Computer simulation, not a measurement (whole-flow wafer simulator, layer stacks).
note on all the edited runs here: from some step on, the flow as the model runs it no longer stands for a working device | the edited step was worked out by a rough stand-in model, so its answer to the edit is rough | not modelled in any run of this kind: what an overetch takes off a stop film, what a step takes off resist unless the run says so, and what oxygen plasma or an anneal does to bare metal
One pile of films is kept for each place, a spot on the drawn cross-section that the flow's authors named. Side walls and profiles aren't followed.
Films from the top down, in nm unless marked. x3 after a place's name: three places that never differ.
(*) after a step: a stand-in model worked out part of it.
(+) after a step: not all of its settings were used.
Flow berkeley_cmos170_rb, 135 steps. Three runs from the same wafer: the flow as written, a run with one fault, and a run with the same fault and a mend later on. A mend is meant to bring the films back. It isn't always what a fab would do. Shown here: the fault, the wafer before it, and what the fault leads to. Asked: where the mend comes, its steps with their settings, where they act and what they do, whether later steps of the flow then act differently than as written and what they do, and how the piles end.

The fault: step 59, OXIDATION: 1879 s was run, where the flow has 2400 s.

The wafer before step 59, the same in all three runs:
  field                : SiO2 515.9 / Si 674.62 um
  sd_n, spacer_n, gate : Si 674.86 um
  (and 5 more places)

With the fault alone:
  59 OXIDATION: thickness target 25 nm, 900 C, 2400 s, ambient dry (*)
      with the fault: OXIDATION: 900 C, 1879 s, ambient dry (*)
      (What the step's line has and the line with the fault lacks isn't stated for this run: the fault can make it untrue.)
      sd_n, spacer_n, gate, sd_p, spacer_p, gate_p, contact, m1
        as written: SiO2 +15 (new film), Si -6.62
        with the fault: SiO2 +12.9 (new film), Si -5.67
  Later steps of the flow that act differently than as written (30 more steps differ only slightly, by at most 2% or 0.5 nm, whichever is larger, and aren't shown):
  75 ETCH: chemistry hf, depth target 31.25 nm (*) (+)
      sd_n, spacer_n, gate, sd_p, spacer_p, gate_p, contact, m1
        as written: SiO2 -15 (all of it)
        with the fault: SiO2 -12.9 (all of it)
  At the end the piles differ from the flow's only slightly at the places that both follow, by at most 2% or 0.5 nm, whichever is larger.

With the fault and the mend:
  The mend comes after step 64.
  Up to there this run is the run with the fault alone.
  64a STRIP (*) (+)
      sd_p
        KrF resist -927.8 (all of it)
      spacer_p
        KrF resist -911.1 (all of it)
      gate_p
        KrF resist -910.2 (all of it)
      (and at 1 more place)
  64b CLEAN (*) (the flow's step 51 once more)
      changes no film at any place that is followed
  64c OXIDATION: 900 C, 517 s, ambient dry (*) (the flow's step 59 once more, with other settings)
      sd_n, spacer_n, gate, sd_p, spacer_p, gate_p, contact, m1
        SiO2 +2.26, Si -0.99
      field
        SiO2 +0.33, Si -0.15
  64d COAT: KrF resist, thickness 900 nm (*) (the flow's step 61 once more)
      field
        KrF resist +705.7 (new film)
      sd_n
        KrF resist +957.4 (new film)
      spacer_n
        KrF resist +924.9 (new film)
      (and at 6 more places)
  64e EXPOSE: photomask PWELL (the flow's step 62 once more)
      changes no film at any place that is followed
  64f PEB: 130 C, 60 s (*) (the flow's step 63 once more)
      changes no film at any place that is followed
  64g DEVELOP: developer developer-D-0.26N, 45 s (the flow's step 64 once more)
      sd_p, spacer_p, gate_p, m1
        KrF resist -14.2
      field
        KrF resist -705.7 (all of it)
      sd_n
        KrF resist -957.4 (all of it)
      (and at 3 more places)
  No later step of the flow acts differently than as written, at any place that is followed, by more than 2% or 0.5 nm, whichever is larger.
  At the end the piles differ from the flow's only slightly at the places that both follow, by at most 2% or 0.5 nm, whichever is larger.
